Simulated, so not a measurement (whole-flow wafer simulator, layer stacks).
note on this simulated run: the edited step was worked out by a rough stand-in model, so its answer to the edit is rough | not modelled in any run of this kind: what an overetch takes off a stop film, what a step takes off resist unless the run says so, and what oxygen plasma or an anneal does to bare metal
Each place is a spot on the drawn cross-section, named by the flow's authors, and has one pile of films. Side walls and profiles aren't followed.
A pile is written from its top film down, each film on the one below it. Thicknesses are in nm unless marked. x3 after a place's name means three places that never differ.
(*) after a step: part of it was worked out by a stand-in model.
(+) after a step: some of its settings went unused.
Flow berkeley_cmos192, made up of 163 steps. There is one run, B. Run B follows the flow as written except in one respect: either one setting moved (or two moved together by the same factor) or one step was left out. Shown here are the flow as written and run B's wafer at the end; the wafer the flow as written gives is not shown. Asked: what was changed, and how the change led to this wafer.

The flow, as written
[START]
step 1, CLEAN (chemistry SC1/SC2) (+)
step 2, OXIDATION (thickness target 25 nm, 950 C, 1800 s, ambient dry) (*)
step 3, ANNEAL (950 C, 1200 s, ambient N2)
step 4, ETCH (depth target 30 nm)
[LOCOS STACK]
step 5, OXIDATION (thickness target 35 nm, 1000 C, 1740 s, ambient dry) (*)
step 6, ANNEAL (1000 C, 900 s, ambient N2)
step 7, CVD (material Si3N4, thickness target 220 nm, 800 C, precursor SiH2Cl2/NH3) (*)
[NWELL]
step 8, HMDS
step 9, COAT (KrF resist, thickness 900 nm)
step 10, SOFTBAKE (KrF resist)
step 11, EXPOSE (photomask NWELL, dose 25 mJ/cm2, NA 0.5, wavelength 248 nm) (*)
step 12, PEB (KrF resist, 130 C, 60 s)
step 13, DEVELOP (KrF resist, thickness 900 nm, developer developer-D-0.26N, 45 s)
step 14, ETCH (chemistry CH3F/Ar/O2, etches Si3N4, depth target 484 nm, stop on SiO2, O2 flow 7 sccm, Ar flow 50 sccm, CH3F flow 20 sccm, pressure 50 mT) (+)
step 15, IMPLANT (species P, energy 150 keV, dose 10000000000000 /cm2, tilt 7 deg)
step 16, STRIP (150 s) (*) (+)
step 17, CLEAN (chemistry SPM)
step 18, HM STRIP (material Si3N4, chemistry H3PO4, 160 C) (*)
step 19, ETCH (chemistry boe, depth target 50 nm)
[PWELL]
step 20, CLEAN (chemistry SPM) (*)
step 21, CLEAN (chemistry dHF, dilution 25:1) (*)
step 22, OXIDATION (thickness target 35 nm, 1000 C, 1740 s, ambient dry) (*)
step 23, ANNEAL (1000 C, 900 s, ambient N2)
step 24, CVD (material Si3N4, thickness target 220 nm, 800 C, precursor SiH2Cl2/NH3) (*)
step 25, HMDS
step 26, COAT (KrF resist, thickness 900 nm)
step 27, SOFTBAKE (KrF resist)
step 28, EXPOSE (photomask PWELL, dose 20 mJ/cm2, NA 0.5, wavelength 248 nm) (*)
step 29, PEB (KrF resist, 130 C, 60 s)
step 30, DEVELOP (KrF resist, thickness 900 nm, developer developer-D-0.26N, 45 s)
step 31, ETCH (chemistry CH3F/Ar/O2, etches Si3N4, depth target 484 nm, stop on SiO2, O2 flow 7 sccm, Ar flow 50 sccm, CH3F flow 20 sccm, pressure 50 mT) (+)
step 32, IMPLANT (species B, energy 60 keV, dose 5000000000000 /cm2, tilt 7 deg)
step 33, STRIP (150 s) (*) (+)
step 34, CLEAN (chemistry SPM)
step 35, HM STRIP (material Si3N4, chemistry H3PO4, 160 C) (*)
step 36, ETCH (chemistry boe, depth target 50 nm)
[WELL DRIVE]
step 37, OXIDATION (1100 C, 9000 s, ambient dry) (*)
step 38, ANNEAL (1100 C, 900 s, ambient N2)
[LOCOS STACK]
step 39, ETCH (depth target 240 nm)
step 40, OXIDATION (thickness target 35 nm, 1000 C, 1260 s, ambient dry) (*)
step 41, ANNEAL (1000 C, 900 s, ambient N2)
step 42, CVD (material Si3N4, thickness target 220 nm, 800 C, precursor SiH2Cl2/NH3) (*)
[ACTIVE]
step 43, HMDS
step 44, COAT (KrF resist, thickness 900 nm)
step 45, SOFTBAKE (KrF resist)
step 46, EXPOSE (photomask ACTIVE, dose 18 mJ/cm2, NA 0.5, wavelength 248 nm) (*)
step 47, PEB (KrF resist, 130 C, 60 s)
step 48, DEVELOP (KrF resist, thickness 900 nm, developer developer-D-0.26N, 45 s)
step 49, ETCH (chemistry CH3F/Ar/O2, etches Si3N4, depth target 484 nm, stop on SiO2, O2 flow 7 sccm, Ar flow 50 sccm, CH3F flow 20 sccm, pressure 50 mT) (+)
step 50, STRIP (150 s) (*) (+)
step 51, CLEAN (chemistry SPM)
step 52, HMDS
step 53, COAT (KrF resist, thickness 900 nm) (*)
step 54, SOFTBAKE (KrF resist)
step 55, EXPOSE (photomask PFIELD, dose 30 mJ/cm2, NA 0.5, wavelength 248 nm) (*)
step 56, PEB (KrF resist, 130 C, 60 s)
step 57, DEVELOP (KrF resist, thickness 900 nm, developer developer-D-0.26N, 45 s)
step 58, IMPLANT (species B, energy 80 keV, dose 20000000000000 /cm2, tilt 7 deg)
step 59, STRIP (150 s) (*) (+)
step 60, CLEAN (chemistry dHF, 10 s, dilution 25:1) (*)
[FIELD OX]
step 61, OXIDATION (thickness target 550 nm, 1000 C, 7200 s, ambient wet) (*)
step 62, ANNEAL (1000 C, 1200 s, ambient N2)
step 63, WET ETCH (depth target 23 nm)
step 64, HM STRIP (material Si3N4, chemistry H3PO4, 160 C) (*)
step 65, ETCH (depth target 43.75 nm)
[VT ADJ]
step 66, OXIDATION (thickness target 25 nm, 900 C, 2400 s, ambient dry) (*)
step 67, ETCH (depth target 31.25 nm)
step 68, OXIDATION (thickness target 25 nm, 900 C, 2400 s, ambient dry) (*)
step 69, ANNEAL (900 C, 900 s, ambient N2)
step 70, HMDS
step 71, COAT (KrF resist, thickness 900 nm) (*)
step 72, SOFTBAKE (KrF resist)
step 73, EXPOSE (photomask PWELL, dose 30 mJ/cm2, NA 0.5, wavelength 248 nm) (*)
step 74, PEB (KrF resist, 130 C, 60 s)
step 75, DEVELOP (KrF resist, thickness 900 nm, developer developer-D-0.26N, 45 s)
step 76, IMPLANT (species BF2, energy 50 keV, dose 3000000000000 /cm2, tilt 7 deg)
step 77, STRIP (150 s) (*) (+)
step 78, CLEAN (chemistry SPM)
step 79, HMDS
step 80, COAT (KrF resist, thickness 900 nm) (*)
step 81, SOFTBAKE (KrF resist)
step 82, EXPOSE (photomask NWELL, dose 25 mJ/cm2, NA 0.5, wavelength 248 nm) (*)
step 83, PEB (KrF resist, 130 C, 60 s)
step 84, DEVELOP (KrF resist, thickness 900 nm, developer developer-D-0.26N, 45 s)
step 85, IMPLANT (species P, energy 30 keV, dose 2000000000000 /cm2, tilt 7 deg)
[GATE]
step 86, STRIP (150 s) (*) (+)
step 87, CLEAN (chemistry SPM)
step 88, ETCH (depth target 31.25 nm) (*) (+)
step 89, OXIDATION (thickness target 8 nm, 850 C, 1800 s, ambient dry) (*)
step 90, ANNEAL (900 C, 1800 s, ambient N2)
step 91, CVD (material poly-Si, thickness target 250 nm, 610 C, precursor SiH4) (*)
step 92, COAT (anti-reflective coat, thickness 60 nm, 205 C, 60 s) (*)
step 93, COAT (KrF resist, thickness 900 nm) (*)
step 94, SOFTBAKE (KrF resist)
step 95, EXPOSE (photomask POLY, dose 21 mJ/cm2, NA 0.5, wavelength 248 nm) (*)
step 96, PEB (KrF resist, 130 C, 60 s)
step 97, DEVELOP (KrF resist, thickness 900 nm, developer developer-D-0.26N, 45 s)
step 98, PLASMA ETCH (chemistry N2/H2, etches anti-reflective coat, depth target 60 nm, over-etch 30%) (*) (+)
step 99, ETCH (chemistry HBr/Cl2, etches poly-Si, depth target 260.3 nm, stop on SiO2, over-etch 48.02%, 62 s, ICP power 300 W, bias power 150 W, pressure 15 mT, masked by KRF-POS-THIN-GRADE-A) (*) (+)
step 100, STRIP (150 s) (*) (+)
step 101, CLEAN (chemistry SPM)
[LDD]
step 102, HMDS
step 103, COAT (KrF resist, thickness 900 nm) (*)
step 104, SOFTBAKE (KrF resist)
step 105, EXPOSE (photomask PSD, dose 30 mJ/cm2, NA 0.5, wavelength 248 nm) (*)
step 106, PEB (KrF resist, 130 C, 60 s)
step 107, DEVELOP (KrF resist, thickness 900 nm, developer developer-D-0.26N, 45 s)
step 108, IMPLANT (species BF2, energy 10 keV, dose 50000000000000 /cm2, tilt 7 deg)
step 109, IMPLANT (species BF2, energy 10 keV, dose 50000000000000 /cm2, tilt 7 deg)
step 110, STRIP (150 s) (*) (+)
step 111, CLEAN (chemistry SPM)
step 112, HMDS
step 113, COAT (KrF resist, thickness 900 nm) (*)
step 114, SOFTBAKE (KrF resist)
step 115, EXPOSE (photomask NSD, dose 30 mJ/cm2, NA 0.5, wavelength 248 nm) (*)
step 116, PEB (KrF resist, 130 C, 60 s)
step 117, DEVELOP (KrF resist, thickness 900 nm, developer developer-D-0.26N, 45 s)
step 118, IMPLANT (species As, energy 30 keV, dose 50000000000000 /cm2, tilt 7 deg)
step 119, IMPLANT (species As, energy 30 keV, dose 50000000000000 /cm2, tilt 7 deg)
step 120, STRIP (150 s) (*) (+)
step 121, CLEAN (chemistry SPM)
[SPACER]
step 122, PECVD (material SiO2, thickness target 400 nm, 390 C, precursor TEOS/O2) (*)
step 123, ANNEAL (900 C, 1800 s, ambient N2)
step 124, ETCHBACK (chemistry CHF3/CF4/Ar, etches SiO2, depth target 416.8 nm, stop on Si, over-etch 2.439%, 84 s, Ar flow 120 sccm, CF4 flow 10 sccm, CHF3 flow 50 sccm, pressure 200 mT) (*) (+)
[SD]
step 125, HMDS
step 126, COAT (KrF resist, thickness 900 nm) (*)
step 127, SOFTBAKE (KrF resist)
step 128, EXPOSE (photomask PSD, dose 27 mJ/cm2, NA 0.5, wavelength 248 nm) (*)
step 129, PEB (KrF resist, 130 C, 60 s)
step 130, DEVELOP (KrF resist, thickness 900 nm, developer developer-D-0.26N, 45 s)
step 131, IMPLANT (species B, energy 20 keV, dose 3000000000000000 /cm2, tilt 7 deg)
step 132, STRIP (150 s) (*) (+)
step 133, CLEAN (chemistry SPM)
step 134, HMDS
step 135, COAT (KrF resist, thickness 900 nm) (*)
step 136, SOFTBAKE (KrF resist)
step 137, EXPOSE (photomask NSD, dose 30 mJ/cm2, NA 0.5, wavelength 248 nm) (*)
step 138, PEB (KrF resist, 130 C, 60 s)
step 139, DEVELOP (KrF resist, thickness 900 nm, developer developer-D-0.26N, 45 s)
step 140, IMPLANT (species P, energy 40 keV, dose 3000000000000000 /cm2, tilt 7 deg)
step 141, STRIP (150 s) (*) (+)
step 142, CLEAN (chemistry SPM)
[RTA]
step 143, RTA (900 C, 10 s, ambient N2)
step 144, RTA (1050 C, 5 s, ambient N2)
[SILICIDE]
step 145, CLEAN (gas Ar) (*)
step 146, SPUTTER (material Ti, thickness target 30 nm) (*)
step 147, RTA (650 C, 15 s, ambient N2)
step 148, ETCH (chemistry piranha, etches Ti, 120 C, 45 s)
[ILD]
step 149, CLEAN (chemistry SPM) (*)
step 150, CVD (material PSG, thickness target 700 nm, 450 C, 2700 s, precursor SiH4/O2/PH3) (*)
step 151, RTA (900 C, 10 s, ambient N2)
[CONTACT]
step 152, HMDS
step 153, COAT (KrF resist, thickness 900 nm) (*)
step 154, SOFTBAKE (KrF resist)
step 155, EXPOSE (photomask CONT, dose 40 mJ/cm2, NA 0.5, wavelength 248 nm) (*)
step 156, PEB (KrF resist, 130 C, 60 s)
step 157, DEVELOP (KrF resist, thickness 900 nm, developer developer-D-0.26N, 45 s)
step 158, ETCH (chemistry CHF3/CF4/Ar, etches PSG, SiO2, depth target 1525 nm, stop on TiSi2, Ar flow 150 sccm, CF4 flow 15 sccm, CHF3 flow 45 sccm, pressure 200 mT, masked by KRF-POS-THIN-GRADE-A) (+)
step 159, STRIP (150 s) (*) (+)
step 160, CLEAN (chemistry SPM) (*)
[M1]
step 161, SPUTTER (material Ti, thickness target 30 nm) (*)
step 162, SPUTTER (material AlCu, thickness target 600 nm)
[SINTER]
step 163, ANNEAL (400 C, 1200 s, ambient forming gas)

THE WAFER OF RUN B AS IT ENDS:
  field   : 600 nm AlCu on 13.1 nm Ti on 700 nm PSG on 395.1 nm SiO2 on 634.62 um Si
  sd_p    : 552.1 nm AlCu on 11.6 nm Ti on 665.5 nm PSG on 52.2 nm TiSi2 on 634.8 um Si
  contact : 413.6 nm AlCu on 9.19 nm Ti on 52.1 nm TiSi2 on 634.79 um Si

Cause: step 161, SPUTTER: thickness target 13.08 nm was run, while the flow as written has thickness target 30 nm.
The wafer lets one read it off: field has Ti 13.1, and step 161 as written asks for 30 nm.

Step by step, how the change led to this:
  step 161, SPUTTER (material Ti, thickness target 30 nm) (*)
      field, sd_n, spacer_n, gate, spacer_p, gate_p, m1: Ti gains 13.1 (new film) (it would be, as written: Ti gains 30 (new film))
      sd_p: Ti gains 11.6 (new film) (it would be, as written: Ti gains 26.6 (new film))
      (and at 1 other place as well)
